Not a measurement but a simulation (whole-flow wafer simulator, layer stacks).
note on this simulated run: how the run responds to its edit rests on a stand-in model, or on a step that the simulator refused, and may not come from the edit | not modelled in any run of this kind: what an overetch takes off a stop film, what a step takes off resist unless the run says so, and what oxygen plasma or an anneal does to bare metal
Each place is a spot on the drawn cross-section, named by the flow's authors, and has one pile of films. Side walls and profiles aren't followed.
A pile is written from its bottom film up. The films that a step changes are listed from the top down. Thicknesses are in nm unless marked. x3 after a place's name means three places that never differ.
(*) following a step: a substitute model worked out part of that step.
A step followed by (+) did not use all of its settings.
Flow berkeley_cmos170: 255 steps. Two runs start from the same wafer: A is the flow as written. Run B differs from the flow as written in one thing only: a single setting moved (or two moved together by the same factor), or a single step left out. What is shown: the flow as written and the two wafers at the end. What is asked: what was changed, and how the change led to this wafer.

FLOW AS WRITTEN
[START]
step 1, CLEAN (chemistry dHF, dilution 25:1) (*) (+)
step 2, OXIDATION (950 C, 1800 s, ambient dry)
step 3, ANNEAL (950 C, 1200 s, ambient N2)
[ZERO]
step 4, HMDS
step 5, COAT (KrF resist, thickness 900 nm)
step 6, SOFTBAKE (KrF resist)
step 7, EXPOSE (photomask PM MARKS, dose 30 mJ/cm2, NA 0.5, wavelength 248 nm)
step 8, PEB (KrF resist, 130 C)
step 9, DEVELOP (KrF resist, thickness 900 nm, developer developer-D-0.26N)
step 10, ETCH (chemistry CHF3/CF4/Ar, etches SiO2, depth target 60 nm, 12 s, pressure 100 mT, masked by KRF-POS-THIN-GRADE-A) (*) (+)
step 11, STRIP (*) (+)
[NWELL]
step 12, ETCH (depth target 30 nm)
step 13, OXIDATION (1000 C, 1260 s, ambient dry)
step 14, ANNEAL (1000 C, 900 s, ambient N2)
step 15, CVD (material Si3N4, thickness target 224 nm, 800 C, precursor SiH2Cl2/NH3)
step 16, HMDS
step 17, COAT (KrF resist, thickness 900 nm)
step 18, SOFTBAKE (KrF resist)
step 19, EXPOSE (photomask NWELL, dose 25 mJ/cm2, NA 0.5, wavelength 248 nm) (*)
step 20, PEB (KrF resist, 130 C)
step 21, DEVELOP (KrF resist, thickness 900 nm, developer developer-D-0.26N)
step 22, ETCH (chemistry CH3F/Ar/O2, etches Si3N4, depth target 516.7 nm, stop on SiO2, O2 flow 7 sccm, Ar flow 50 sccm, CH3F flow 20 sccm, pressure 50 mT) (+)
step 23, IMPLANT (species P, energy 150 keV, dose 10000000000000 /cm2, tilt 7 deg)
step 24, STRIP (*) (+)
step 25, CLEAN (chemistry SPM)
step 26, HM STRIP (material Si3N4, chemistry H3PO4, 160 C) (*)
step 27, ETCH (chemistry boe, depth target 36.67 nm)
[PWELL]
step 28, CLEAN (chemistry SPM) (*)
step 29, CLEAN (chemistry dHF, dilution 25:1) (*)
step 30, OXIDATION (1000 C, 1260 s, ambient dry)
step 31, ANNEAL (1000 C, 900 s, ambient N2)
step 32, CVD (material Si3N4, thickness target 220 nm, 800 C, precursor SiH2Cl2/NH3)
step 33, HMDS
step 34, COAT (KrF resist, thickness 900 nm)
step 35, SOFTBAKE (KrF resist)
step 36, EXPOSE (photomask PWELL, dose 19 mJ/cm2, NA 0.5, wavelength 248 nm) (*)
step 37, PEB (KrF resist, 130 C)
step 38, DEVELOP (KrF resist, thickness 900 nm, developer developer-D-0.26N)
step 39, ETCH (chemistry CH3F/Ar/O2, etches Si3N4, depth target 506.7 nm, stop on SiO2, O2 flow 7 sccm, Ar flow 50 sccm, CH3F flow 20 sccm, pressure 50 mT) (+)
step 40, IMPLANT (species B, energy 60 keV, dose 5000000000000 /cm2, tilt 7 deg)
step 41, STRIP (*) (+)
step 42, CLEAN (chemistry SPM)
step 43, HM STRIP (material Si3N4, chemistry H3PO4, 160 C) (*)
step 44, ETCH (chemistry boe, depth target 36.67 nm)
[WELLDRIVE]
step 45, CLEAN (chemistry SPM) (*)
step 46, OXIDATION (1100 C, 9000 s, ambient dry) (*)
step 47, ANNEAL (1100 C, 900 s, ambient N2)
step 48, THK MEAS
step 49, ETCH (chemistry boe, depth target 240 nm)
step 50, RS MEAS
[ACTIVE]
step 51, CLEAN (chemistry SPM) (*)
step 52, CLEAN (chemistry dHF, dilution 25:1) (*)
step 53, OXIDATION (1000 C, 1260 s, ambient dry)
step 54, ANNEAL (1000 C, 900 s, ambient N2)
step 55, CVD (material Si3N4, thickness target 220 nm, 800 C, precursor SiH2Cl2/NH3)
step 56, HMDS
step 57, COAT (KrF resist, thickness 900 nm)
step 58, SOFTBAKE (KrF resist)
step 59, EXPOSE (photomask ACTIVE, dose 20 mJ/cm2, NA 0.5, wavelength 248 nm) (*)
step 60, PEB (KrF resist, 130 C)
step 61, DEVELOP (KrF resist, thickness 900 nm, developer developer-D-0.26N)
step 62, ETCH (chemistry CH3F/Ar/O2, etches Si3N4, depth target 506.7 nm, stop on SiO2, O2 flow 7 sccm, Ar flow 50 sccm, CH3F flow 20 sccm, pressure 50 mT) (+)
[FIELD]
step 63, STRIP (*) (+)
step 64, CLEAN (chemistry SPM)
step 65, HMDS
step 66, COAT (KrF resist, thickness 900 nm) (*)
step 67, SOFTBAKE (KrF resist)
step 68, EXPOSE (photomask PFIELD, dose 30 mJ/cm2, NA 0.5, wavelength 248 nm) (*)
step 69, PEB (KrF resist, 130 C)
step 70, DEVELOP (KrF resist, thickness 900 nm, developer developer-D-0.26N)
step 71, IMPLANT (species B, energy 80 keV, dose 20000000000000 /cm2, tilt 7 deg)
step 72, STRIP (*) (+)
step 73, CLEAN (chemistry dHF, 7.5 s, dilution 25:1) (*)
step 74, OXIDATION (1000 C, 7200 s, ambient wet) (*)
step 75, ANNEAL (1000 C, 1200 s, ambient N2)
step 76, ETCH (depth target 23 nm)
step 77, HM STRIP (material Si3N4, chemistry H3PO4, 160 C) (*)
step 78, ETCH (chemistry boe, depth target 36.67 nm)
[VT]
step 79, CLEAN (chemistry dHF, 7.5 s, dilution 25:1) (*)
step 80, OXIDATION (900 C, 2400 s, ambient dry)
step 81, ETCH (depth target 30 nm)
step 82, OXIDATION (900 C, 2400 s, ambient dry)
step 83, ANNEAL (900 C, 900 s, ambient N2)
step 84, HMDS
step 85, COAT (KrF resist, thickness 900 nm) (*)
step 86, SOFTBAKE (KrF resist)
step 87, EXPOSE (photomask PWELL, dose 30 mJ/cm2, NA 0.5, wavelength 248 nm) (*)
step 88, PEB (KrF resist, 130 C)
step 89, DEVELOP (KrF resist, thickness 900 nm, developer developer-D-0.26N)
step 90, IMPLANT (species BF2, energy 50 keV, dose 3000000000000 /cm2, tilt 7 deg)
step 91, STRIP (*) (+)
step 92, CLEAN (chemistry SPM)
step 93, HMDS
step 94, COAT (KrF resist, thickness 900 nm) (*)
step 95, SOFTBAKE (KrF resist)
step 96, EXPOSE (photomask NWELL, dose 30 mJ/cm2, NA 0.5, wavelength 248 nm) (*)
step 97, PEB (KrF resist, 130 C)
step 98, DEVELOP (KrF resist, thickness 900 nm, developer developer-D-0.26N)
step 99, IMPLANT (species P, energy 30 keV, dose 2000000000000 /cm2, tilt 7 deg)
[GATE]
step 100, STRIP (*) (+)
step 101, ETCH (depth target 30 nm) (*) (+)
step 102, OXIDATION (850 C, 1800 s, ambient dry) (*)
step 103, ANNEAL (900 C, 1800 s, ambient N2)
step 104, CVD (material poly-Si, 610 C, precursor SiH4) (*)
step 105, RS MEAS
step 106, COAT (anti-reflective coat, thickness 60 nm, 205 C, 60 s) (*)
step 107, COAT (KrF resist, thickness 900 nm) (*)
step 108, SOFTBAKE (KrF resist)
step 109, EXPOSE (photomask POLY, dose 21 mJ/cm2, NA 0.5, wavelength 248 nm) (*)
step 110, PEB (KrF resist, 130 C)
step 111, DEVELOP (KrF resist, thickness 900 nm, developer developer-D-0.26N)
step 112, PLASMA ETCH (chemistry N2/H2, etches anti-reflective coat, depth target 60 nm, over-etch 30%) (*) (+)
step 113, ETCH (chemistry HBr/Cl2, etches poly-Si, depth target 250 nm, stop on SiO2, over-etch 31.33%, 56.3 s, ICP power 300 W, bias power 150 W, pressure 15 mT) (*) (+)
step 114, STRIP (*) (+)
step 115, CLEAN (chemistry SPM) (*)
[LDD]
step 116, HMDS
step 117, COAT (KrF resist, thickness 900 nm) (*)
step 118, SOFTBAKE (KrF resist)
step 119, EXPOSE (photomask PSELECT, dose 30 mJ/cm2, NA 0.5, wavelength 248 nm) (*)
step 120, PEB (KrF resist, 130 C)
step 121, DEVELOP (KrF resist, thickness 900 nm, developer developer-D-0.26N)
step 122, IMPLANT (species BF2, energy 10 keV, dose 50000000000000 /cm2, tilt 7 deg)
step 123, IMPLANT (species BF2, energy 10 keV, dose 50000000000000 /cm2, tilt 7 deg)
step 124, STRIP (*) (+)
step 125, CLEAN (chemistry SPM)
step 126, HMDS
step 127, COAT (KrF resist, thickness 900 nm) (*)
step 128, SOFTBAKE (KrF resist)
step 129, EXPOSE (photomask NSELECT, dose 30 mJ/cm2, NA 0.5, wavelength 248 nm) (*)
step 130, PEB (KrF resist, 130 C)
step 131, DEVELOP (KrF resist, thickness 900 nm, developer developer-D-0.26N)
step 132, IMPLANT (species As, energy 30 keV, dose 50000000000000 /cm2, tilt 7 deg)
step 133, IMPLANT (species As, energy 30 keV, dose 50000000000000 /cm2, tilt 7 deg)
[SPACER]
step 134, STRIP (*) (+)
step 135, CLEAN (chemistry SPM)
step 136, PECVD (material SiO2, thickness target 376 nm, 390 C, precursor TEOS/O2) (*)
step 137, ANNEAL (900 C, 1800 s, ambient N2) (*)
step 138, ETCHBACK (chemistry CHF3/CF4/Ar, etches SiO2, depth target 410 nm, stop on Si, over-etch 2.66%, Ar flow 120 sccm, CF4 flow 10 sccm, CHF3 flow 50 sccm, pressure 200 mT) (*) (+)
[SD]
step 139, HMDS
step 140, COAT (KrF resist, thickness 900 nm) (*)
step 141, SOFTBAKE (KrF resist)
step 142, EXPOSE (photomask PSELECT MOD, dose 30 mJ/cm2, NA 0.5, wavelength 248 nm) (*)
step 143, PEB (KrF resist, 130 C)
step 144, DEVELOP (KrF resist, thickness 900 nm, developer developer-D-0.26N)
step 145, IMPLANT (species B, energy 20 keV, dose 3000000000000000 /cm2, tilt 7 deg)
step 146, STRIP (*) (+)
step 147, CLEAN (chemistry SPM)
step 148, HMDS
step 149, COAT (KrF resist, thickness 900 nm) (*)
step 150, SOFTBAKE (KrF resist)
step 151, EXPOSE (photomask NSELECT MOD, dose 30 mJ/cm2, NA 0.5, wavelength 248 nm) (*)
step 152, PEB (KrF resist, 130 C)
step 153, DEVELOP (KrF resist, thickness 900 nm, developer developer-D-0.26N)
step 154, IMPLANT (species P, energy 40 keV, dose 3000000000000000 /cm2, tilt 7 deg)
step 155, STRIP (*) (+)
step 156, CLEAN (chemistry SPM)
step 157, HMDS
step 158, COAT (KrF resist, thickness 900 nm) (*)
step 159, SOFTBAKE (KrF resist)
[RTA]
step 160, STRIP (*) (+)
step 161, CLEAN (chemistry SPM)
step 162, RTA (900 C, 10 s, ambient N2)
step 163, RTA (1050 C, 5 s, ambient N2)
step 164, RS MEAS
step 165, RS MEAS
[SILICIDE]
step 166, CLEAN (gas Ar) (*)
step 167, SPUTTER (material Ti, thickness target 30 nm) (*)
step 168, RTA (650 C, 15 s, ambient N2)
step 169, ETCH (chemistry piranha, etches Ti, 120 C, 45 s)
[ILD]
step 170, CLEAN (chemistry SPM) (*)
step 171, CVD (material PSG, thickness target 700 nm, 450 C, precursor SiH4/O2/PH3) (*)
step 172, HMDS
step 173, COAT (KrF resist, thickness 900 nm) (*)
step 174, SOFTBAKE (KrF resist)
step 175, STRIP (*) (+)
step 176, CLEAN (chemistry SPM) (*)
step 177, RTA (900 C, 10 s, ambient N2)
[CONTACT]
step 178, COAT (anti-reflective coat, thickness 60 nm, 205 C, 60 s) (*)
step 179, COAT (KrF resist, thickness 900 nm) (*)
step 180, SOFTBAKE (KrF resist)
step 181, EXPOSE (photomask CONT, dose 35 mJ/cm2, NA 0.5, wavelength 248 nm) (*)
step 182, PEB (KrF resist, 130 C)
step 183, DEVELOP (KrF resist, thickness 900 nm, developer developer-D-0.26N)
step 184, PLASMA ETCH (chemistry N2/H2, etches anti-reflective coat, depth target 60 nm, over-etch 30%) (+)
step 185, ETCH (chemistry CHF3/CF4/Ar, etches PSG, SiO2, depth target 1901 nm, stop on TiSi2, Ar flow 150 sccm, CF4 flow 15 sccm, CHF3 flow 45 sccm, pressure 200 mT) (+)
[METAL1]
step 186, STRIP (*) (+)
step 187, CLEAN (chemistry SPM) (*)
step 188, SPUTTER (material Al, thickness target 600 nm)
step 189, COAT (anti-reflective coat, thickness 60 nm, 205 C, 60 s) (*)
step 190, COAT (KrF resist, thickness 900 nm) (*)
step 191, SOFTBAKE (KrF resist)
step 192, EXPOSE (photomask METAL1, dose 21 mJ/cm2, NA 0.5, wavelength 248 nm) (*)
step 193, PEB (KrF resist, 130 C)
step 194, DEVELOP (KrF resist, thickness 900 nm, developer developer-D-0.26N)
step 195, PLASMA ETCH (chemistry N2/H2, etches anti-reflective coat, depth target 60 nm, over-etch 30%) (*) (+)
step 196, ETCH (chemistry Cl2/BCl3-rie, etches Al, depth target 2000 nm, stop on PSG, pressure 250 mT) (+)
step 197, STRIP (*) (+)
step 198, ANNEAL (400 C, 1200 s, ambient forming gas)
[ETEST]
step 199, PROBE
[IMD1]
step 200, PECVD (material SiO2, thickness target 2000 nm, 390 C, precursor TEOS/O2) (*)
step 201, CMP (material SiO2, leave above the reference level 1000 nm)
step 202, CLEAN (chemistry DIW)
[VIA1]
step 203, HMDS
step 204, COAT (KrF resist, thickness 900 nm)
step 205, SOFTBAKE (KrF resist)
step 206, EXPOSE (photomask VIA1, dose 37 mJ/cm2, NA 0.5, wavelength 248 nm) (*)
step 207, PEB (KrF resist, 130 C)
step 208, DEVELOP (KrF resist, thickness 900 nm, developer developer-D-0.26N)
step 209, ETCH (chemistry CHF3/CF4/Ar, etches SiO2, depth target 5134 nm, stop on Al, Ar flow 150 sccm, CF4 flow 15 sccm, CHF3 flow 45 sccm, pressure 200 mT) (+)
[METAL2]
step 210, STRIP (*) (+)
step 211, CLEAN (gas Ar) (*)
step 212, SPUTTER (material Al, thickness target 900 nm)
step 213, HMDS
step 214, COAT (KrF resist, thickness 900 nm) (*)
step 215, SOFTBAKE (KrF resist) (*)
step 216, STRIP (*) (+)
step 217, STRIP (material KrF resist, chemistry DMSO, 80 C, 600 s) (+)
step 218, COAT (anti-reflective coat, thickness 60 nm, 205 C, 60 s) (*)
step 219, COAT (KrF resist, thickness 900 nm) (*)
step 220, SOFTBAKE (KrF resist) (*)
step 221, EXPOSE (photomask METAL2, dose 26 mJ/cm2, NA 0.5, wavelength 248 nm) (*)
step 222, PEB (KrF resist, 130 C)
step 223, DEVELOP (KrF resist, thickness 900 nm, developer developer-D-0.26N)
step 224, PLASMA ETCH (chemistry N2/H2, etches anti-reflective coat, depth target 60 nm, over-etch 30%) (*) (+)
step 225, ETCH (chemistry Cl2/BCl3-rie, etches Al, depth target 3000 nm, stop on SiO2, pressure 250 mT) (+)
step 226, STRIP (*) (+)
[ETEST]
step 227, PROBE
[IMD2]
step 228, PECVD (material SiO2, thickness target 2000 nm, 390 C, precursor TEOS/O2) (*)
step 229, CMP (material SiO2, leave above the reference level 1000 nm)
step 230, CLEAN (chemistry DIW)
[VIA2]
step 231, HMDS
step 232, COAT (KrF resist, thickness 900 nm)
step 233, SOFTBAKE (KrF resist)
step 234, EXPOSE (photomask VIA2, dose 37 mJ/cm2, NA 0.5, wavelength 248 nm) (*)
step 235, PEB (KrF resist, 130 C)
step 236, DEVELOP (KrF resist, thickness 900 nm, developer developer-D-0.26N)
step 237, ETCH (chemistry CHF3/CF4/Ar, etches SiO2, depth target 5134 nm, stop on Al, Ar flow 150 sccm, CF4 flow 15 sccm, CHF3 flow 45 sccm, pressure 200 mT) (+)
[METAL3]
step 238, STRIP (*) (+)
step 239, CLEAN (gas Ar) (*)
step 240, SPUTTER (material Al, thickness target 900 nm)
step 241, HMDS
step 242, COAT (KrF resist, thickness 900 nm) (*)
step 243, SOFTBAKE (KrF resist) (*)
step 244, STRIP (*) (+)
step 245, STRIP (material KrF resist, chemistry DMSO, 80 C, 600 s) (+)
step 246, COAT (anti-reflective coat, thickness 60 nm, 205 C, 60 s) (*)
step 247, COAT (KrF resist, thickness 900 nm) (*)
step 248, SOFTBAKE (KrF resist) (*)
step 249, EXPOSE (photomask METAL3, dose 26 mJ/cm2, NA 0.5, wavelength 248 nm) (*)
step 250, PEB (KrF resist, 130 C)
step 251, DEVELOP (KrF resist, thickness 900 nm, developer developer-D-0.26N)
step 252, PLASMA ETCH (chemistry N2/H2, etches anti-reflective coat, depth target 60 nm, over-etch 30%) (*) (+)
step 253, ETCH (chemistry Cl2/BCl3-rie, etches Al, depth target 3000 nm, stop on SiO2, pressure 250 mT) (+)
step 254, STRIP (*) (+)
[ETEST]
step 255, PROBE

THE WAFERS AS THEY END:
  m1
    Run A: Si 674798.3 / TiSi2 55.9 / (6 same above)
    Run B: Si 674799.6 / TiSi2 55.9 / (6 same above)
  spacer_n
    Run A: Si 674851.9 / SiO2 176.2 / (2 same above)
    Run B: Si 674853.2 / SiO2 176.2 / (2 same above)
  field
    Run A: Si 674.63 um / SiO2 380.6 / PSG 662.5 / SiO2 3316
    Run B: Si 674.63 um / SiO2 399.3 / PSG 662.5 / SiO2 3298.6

The reason: step 81, ETCH: depth target 11.22 nm was run, while the flow as written has depth target 30 nm.

Step by step, how the change led to this:
  step 81, ETCH (depth target 30 nm)
      sd_n, spacer_n, gate_n and 8 more: A -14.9 SiO2 (all of it) | B -11.2 SiO2
      field: A -30 SiO2 | B -11.2 SiO2
  step 82, OXIDATION (900 C, 2400 s, ambient dry)
      sd_n, spacer_n, gate_n and 8 more: A +14.9 SiO2 (new film), -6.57 Si | B +12 SiO2, -5.27 Si
  step 101, ETCH (depth target 30 nm) (*) (+)
      sd_n, spacer_n, gate_n and 8 more: A -14.9 SiO2 (all of it) | B -15.7 SiO2 (all of it)
  step 106, COAT (anti-reflective coat, thickness 60 nm, 205 C, 60 s) (*)
      field: A +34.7 anti-reflective coat (new film) | B +35.6 anti-reflective coat (new film)
      sd_n: A +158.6 anti-reflective coat (new film) | B +175.7 anti-reflective coat (new film)
      (also at 7 further places)
  step 112, PLASMA ETCH (chemistry N2/H2, etches anti-reflective coat, depth target 60 nm, over-etch 30%) (*) (+)
      field: A -34.7 anti-reflective coat (all of it), -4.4 poly-Si | B -35.6 anti-reflective coat (all of it), -4.94 poly-Si
      sd_n: A -158.6 anti-reflective coat (all of it), -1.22 poly-Si | B -175.7 anti-reflective coat (all of it), -1.35 poly-Si
      (also at 8 further places)
  step 114, STRIP (*) (+)
      gate_n: A +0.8 chemical SiO2 (new film), -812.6 KrF resist (all of it), -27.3 anti-reflective coat (all of it), -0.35 poly-Si | B +0.8 chemical SiO2 (new film), -828.7 KrF resist (all of it), -23.1 anti-reflective coat (all of it), -0.35 poly-Si
      gate_p: A +0.8 chemical SiO2 (new film), -782.1 KrF resist (all of it), -29.6 anti-reflective coat (all of it), -0.35 poly-Si | B +0.8 chemical SiO2 (new film), -791 KrF resist (all of it), -27.4 anti-reflective coat (all of it), -0.35 poly-Si
  step 178, COAT (anti-reflective coat, thickness 60 nm, 205 C, 60 s) (*)
      sd_n: A +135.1 anti-reflective coat (new film) | B +146.2 anti-reflective coat (new film)
      gate_n: A +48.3 anti-reflective coat (new film) | B +49.3 anti-reflective coat (new film)
      (also at 2 further places)
  step 184, PLASMA ETCH (chemistry N2/H2, etches anti-reflective coat, depth target 60 nm, over-etch 30%) (+)
      contact: A -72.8 anti-reflective coat (all of it), -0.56 PSG | B -74.3 anti-reflective coat (all of it), -0.57 PSG
  step 186, STRIP (*) (+)
      sd_n: A -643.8 KrF resist (all of it), -135.1 anti-reflective coat (all of it) | B -641.9 KrF resist (all of it), -146.2 anti-reflective coat (all of it)
      gate_n: A -553.1 KrF resist (all of it), -48.3 anti-reflective coat (all of it) | B -561.4 KrF resist (all of it), -49.3 anti-reflective coat (all of it)
      (also at 1 further place)
  step 189, COAT (anti-reflective coat, thickness 60 nm, 205 C, 60 s) (*)
      gate_n: A +48 anti-reflective coat (new film) | B +49.1 anti-reflective coat (new film)
      sd_p: A +86.5 anti-reflective coat (new film) | B +89.2 anti-reflective coat (new film)
      (also at 1 further place)
  step 195, PLASMA ETCH (chemistry N2/H2, etches anti-reflective coat, depth target 60 nm, over-etch 30%) (*) (+)
      contact, m1, via1, m2, via2: A -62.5 KrF resist | B -64.4 KrF resist
      gate_n: A -48 anti-reflective coat (all of it) | B -49.1 anti-reflective coat (all of it)
      (also at 1 further place)
  step 196, ETCH (chemistry Cl2/BCl3-rie, etches Al, depth target 2000 nm, stop on PSG, pressure 250 mT) (+)
      sd_p: A -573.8 Al (all of it), -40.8 PSG | B -566.7 Al (all of it), -41.7 PSG
  step 197, STRIP (*) (+)
      m2: A -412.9 KrF resist (all of it), -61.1 anti-reflective coat (all of it) | B -418.1 KrF resist (all of it), -58.7 anti-reflective coat (all of it)
  step 201, CMP (material SiO2, leave above the reference level 1000 nm)
      field: A -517 SiO2 | B -534.4 SiO2
